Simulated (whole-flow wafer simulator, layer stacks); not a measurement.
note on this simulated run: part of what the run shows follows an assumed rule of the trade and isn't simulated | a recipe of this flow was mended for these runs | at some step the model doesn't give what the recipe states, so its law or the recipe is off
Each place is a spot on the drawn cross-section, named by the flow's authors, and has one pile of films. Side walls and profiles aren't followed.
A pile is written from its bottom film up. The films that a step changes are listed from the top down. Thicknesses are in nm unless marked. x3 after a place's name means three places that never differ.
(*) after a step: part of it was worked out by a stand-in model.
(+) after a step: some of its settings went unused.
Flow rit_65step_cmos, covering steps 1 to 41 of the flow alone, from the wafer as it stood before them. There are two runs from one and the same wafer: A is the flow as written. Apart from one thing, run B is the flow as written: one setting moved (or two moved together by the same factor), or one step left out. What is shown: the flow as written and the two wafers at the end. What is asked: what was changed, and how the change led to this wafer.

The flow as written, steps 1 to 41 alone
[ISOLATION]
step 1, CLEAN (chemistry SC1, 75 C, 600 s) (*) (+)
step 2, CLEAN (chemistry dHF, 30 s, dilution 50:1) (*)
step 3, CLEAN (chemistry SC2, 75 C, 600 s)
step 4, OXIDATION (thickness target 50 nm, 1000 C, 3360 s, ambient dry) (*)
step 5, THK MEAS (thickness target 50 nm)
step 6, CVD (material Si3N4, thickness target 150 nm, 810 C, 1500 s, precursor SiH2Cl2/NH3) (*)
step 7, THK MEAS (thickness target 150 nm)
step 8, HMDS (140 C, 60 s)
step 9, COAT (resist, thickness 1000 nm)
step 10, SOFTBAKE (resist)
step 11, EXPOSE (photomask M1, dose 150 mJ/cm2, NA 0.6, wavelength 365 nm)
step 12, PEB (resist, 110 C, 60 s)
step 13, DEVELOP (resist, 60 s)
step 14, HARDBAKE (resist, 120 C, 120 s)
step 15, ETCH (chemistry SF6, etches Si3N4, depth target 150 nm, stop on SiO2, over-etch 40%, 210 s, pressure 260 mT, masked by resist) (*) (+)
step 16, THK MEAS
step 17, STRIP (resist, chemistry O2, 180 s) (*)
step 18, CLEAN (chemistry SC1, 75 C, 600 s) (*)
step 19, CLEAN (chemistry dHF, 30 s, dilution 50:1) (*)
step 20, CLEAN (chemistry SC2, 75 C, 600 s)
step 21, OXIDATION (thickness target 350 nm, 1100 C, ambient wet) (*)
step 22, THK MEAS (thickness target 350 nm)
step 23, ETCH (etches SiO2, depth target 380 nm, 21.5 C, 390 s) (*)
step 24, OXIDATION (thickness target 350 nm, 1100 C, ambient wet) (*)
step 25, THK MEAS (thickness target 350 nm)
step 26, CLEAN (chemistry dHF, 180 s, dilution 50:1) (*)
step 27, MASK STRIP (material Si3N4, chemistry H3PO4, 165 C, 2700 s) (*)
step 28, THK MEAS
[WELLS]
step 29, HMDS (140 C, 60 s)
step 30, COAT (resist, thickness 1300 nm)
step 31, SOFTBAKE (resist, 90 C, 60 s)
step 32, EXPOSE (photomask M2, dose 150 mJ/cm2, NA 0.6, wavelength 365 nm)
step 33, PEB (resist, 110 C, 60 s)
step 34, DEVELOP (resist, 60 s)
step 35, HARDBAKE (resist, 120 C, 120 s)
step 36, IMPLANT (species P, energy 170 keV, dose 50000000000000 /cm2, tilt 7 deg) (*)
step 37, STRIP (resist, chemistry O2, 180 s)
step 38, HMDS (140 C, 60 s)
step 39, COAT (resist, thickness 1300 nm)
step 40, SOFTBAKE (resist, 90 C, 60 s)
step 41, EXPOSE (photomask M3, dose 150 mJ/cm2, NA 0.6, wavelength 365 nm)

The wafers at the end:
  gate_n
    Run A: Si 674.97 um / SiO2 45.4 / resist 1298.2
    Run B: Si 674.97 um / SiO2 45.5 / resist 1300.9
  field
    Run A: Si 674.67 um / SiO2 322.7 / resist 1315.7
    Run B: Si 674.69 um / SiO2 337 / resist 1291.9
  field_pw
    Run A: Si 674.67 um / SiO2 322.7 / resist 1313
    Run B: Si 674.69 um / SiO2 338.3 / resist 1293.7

What caused this: step 23, ETCH: depth target 296 nm was run, though the flow has depth target 380 nm; step 23, ETCH: 304 s was run, where the flow has 390 s.

The path from the change to this, step by step:
  step 23, ETCH (etches SiO2, depth target 380 nm, 21.5 C, 390 s) (*)
      field, field_p: A -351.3 SiO2 (all of it), -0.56 Si | B -296.9 SiO2
      field_pw, field_nw: A -355.4 SiO2 (all of it), -0.49 Si | B -296.9 SiO2
      (also at 10 further places)
  step 24, OXIDATION (thickness target 350 nm, 1100 C, ambient wet) (*)
      field, field_p: A +350 SiO2 (new film), -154 Si | B +310 SiO2, -136.4 Si
      field_pw, field_nw: A +350 SiO2 (new film), -154 Si | B +307.2 SiO2, -135.2 Si
